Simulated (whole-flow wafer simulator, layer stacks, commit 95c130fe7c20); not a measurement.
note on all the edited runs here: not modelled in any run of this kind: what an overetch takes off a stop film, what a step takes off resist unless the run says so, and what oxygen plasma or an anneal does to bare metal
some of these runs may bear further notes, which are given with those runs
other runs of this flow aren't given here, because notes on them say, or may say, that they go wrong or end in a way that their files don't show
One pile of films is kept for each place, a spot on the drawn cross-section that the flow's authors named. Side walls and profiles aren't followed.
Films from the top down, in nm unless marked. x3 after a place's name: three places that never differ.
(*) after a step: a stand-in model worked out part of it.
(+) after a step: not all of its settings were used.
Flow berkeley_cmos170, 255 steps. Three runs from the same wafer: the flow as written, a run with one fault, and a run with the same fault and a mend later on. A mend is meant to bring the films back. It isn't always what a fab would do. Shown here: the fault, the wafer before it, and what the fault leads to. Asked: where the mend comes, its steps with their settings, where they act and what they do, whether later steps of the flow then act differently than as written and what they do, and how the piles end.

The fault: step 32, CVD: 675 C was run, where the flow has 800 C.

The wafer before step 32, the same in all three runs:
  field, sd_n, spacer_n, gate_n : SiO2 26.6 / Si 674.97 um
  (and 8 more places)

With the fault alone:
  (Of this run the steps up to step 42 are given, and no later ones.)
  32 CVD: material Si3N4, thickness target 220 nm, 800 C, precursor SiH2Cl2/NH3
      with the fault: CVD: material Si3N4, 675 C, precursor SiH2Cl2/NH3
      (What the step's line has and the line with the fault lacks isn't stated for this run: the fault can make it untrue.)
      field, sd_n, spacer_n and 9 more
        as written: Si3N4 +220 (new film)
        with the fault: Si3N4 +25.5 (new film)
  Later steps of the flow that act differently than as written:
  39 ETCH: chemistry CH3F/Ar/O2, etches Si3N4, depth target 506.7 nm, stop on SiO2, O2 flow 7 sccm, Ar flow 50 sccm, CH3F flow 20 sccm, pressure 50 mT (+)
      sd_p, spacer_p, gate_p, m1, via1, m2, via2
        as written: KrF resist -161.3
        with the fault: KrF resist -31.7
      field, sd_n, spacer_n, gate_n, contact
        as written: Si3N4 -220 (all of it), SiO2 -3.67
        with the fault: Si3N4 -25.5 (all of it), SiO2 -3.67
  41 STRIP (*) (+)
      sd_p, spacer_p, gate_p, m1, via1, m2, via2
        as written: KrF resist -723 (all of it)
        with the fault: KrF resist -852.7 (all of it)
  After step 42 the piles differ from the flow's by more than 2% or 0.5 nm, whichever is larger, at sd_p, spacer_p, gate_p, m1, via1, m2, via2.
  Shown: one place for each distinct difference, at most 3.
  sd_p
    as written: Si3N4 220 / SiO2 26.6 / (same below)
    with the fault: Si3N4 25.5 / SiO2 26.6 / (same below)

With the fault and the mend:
  The mend comes after step 32.
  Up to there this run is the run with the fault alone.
  32a CVD: material Si3N4, thickness target 194 nm, 800 C, precursor SiH2Cl2/NH3 (the flow's step 32 once more, with other settings)
      field, sd_n, spacer_n and 9 more
        Si3N4 +194
  No later step of the flow acts differently than as written, at any place that is followed, by more than 2% or 0.5 nm, whichever is larger.
  At the end the piles are the same as the flow's at every place that both follow.
